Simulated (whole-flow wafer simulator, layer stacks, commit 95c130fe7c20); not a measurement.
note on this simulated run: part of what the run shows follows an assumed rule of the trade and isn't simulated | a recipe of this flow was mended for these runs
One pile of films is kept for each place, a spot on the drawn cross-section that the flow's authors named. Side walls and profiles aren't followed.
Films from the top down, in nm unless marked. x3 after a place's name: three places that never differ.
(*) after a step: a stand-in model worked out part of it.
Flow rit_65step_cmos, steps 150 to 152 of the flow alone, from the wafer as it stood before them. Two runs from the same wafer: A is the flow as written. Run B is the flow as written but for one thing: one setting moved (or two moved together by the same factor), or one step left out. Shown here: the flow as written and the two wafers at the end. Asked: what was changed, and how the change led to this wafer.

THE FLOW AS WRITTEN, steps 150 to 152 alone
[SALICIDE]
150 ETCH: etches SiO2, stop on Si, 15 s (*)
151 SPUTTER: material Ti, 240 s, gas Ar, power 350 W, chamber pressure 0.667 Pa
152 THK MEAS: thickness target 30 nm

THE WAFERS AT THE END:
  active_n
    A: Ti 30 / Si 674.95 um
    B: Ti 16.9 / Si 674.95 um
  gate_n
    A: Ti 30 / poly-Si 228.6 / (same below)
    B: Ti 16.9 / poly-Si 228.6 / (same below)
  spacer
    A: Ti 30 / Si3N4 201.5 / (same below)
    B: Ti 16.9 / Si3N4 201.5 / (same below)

The cause: step 151, SPUTTER: 135 s was run, where the flow has 240 s.

How the change led to this, step by step:
  151 SPUTTER: material Ti, 240 s, gas Ar, power 350 W, chamber pressure 0.667 Pa
      field, field_pw, field_nw and 11 more: A Ti +30 (new film) | B Ti +16.9 (new film)
